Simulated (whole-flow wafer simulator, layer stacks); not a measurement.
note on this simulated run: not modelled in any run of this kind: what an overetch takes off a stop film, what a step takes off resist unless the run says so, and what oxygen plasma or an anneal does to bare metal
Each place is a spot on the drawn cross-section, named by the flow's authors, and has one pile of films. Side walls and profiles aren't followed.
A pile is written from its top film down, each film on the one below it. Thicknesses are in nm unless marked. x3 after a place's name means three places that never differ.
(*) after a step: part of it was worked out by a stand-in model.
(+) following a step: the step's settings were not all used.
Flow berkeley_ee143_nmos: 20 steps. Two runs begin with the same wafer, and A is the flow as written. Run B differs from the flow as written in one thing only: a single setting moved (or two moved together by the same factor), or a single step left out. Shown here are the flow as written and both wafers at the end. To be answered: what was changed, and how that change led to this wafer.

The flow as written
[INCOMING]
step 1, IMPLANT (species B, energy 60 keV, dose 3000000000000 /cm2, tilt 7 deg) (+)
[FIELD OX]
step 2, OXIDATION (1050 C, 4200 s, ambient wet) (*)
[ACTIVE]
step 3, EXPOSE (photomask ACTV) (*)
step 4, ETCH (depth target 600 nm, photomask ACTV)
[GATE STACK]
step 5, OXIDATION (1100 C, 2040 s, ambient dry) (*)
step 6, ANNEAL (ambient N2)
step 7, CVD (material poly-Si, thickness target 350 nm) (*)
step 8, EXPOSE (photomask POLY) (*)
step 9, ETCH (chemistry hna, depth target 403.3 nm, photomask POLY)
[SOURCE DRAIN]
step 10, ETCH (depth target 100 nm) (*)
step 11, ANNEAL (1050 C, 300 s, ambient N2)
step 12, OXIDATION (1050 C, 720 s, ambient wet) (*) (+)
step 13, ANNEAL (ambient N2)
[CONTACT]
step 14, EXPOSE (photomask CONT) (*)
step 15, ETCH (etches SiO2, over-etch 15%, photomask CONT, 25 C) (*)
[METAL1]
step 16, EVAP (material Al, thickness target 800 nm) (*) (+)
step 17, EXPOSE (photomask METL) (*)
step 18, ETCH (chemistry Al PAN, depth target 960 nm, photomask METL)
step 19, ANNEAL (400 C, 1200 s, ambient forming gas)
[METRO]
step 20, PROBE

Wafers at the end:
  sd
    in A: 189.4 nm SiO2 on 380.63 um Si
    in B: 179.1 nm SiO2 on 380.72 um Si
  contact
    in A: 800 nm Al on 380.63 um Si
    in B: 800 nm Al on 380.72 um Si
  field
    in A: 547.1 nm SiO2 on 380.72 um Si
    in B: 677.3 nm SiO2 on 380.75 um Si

The reason: step 9, ETCH: depth target 306.3 nm was run, though the flow has depth target 403.3 nm.

Step by step, how the change led to this:
  step 9, ETCH (chemistry hna, depth target 403.3 nm, photomask POLY)
      sd, contact, field: A poly-Si loses 350 (all of it) | B poly-Si loses 306.3
  step 10, ETCH (depth target 100 nm) (*)
      sd, contact: A SiO2 loses 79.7 (all of it) | B nothing
      field: A SiO2 loses 100 | B nothing
  step 12, OXIDATION (1050 C, 720 s, ambient wet) (*) (+)
      sd, contact: A SiO2 gains 189.4 (new film), Si loses 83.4 | B poly-Si loses 43.7 (all of it), SiO2 gains 99.4
      field: A SiO2 gains 69.1, Si loses 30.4 | B poly-Si loses 43.7 (all of it), SiO2 gains 99.4
  step 15, ETCH (etches SiO2, over-etch 15%, photomask CONT, 25 C) (*)
      contact: A SiO2 loses 189.4 (all of it) | B SiO2 loses 179.1 (all of it)
